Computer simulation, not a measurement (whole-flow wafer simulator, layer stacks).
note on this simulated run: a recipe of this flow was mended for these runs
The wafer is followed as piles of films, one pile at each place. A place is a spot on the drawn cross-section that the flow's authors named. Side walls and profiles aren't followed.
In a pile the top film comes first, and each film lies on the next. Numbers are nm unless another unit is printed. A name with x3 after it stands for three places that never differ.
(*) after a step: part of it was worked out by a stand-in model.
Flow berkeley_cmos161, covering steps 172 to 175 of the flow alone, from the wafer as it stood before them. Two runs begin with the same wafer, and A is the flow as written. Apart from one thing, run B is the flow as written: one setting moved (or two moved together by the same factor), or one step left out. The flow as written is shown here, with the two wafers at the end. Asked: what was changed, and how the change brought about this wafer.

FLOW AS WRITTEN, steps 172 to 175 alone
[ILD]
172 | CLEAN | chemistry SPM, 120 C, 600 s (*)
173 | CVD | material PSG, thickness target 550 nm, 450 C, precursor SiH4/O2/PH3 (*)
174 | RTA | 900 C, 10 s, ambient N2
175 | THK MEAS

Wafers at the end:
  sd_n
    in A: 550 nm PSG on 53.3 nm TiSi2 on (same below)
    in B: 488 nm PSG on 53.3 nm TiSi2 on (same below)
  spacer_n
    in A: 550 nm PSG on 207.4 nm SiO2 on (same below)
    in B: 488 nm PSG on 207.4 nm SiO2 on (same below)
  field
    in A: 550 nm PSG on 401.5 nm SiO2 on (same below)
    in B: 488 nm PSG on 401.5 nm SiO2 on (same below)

What caused this: step 173, CVD: thickness target 488 nm was run, while the flow as written has thickness target 550 nm.
The wafer itself shows it: sd_n has PSG 488, and step 173 as written asks for 550 nm.

How this came from the change, step by step:
  173 | CVD | material PSG, thickness target 550 nm, 450 C, precursor SiH4/O2/PH3 (*)
      field, sd_n, spacer_n, gate_n, spacer_p, gate_p, contact x2: A +550 PSG (new film) | B +488 PSG (new film)
      sd_p: A +522.4 PSG (new film) | B +464.2 PSG (new film)
